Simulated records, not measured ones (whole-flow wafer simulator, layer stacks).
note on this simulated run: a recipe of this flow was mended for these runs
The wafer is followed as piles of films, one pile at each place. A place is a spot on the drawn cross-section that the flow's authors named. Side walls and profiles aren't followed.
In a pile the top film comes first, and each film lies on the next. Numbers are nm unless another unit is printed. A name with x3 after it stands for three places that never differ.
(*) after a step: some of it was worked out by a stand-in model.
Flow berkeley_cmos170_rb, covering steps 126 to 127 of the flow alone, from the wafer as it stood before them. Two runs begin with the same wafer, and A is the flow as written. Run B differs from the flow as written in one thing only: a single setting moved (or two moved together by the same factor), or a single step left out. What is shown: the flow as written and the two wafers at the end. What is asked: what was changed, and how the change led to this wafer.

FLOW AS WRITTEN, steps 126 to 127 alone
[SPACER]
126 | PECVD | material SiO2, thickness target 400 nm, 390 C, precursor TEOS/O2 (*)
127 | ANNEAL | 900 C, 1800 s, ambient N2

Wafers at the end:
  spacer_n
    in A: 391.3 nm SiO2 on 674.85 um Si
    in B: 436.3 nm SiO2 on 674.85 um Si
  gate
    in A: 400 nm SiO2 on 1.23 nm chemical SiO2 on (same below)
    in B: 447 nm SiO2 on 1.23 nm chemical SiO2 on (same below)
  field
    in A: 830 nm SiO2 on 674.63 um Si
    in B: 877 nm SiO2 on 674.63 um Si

The reason: step 126, PECVD: thickness target 447 nm was run, while the flow as written has thickness target 400 nm.
One can read it off the wafer: gate has SiO2 447, and step 126 as written asks for 400 nm.

Step by step, how the change led to this:
  126 | PECVD | material SiO2, thickness target 400 nm, 390 C, precursor TEOS/O2 (*)
      field, sd_n, contact, m1: A SiO2 gains 400 | B SiO2 gains 447
      spacer_n, sd_p, spacer_p: A SiO2 gains 385.3 | B SiO2 gains 430.3
      (and at 2 other places as well)
